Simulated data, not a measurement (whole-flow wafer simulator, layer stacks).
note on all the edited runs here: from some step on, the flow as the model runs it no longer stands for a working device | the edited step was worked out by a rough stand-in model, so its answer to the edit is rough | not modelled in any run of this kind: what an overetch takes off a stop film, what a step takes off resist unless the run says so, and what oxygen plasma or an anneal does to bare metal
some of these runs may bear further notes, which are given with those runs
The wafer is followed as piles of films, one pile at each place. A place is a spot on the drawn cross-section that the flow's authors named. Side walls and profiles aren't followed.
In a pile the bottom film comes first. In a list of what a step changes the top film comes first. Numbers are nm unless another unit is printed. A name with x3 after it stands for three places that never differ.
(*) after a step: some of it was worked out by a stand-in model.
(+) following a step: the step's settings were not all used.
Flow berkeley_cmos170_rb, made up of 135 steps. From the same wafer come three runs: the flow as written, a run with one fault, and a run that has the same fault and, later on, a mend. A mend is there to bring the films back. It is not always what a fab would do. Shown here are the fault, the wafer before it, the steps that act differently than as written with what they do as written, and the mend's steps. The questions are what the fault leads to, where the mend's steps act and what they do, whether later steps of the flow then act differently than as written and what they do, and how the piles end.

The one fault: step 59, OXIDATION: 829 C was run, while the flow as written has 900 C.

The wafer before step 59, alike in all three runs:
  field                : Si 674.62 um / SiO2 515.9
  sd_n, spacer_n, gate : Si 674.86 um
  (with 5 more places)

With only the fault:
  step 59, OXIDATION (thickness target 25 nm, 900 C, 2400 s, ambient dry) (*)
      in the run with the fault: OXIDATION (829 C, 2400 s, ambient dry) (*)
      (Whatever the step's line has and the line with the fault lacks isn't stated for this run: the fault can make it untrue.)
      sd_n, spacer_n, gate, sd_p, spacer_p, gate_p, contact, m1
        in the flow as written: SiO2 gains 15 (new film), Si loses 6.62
        in the run with the fault: SiO2 gains 7.17 (new film), Si loses 3.15
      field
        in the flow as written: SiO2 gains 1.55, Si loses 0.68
        in the run with the fault: SiO2 gains 0.4, Si loses 0.17
  Later steps of the flow acting differently than as written (not shown: 31 more steps that differ only slightly, by at most 2% or 0.5 nm, whichever is larger):
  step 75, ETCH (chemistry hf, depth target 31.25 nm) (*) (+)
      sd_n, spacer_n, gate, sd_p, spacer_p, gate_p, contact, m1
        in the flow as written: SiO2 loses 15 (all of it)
        in the run with the fault: SiO2 loses 7.17 (all of it)
  When the end is reached, the piles differ only a little from the flow's at the places that both follow, at most by 2% or 0.5 nm, whichever is larger.

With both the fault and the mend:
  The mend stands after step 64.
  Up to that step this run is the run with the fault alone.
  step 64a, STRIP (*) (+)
      sd_p
        KrF resist loses 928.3 (all of it)
      spacer_p
        KrF resist loses 911.3 (all of it)
      gate_p
        KrF resist loses 910.4 (all of it)
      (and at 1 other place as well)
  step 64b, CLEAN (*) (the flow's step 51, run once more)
      alters no film at any place that is followed
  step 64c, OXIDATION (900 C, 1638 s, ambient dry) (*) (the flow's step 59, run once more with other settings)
      sd_n, spacer_n, gate, sd_p, spacer_p, gate_p, contact, m1
        SiO2 gains 7.82, Si loses 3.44
      field
        SiO2 gains 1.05, Si loses 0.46
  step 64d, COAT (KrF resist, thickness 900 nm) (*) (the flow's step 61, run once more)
      field
        KrF resist gains 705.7 (new film)
      sd_n
        KrF resist gains 957.4 (new film)
      spacer_n
        KrF resist gains 924.9 (new film)
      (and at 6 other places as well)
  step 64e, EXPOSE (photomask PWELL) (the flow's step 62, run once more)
      alters no film at any place that is followed
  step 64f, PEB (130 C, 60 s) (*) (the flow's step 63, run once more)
      alters no film at any place that is followed
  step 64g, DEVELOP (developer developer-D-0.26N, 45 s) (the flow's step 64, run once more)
      sd_p, spacer_p, gate_p, m1
        KrF resist loses 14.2
      field
        KrF resist loses 705.7 (all of it)
      sd_n
        KrF resist loses 957.4 (all of it)
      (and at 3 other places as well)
  None of the later steps of the flow differs from how it acts as written, at any place that is followed, by more than 2% or 0.5 nm, whichever is larger.
  When the end is reached, the piles differ only a little from the flow's at the places that both follow, at most by 2% or 0.5 nm, whichever is larger.
